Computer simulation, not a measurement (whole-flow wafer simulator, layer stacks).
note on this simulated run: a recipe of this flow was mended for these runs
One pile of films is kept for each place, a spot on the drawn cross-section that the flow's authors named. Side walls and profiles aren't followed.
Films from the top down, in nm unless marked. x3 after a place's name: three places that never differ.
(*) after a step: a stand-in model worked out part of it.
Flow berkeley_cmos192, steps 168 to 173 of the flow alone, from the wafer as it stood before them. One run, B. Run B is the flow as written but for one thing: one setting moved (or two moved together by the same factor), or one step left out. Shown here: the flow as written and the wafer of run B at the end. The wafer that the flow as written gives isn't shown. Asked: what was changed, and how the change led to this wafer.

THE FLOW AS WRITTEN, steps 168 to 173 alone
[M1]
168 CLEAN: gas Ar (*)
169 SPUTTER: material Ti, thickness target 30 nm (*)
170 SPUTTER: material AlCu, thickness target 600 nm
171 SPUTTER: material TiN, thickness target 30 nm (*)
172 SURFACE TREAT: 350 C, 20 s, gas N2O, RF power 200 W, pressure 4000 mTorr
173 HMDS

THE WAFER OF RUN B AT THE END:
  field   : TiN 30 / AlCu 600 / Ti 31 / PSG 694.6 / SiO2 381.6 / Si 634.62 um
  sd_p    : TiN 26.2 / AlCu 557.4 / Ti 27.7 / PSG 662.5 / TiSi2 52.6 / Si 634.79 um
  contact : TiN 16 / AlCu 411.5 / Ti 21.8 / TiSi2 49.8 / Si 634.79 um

The cause: step 169, SPUTTER: thickness target 31 nm was run, where the flow has thickness target 30 nm.
It can be read off the wafer: field has Ti 31, and step 169 as written asks for 30 nm.

How the change led to this, step by step:
  169 SPUTTER: material Ti, thickness target 30 nm (*)
      field, sd_n, spacer_n, gate, spacer_p, gate_p, m1: Ti +31 (new film) (as written it would be: Ti +30 (new film))
      sd_p: Ti +27.7 (new film) (as written it would be: Ti +26.8 (new film))
      (and at 1 more place)
